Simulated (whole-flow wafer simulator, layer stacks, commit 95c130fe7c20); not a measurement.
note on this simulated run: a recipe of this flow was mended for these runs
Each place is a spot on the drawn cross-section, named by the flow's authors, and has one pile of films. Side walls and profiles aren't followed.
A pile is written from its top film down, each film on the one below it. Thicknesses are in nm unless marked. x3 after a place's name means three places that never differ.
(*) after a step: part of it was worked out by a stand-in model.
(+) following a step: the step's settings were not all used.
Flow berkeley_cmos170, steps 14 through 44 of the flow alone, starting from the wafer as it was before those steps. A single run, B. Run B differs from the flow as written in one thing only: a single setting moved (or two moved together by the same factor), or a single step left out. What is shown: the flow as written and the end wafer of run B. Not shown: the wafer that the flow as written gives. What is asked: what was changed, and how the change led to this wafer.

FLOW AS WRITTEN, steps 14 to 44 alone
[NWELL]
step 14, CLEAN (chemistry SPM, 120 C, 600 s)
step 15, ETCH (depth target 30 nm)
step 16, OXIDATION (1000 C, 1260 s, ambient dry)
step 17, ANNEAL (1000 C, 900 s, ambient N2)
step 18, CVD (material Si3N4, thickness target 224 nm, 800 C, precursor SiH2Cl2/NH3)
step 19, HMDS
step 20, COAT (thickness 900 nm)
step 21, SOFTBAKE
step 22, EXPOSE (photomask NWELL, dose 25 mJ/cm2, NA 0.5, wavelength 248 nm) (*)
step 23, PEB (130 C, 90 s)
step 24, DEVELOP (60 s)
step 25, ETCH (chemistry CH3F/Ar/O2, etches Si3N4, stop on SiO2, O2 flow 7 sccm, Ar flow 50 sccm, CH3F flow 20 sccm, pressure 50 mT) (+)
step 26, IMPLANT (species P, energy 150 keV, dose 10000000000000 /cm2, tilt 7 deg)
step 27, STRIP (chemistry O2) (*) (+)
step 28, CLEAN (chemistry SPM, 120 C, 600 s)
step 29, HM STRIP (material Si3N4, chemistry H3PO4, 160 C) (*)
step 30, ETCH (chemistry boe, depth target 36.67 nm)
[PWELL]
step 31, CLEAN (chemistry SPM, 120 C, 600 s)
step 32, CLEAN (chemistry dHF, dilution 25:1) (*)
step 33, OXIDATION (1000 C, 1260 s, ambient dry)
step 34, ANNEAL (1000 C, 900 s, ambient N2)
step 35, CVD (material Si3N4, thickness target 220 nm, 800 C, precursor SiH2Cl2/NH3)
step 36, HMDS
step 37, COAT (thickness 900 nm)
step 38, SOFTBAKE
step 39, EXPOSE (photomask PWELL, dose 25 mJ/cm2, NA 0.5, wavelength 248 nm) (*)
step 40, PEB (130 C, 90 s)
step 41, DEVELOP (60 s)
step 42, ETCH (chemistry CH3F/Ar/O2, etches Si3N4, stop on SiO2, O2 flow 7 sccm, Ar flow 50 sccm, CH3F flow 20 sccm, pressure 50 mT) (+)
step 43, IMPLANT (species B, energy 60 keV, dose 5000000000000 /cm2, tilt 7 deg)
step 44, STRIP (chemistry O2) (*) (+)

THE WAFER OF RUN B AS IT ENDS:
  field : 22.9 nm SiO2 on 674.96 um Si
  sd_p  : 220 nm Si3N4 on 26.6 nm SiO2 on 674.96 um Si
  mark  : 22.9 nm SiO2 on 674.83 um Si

The reason: step 16, OXIDATION: 3780 s was run, whereas the flow has 1260 s.

The path from the change to this, step by step:
  step 16, OXIDATION (1000 C, 1260 s, ambient dry)
      field, mark, sd_n and 10 more: SiO2 gains 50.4 (new film), Si loses 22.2 (it would be, as written: SiO2 gains 26.6 (new film), Si loses 11.7)
  step 30, ETCH (chemistry boe, depth target 36.67 nm)
      field, mark, sd_n and 7 more: SiO2 loses 36.7 (it would be, as written: SiO2 loses 19.6 (all of it))
      sd_p, spacer_p, gate_p: SiO2 loses 32.4 (all of it) (it would be, as written: SiO2 loses 8.58 (all of it))
  step 31, CLEAN (chemistry SPM, 120 C, 600 s)
      field, mark, sd_n and 7 more: nothing (it would be, as written: chemical SiO2 gains 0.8 (new film), Si loses 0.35)
  step 32, CLEAN (chemistry dHF, dilution 25:1) (*)
      field, mark, sd_n and 7 more: SiO2 loses 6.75 (all of it) (it would be, as written: chemical SiO2 loses 0.8 (all of it))
